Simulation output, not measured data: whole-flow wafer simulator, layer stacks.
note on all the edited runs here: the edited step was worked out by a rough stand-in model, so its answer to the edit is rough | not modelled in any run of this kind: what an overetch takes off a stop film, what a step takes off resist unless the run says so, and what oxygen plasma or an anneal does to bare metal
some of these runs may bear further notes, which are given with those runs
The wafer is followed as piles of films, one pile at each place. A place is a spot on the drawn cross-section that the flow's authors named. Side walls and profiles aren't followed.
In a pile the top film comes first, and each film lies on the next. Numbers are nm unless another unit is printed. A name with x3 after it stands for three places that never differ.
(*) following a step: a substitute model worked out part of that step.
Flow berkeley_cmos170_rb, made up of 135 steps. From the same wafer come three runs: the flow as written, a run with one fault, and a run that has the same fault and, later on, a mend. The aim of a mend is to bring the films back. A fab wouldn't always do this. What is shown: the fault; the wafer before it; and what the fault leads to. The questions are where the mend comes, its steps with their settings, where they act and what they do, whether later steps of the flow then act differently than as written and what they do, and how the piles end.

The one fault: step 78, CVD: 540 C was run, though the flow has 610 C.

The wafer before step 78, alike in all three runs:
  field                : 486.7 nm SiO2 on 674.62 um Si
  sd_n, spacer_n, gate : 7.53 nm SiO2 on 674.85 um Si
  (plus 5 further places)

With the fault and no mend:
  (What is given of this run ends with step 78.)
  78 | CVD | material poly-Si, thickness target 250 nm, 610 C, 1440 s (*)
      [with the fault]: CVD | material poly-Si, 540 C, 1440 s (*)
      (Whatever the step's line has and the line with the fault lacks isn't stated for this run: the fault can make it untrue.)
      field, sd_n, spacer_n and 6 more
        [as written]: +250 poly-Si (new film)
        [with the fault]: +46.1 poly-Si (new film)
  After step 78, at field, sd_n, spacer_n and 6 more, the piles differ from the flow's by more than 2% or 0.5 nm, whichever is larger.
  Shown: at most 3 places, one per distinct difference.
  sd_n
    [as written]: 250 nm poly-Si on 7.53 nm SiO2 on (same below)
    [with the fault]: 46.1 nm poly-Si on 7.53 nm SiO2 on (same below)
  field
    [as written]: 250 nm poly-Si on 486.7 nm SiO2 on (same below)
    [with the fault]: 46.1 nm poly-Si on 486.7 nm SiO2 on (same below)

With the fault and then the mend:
  After step 78 comes the mend.
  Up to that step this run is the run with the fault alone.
  78a | ETCH | chemistry tmah, depth target 52.97 nm
      field, sd_n, spacer_n and 6 more
        -46.1 poly-Si (all of it)
  78b | CLEAN (*) (the flow's step 74 again)
      does not change any film at any place that is followed
  78c | CVD | material poly-Si, thickness target 250 nm, 610 C, 1440 s (*) (the flow's step 78 again)
      field, sd_n, spacer_n and 6 more
        +250 poly-Si (new film)
  None of the later steps of the flow differs from how it acts as written, at any place that is followed, by more than 2% or 0.5 nm, whichever is larger.
  At every place that both follow, the piles at the end match the flow's.
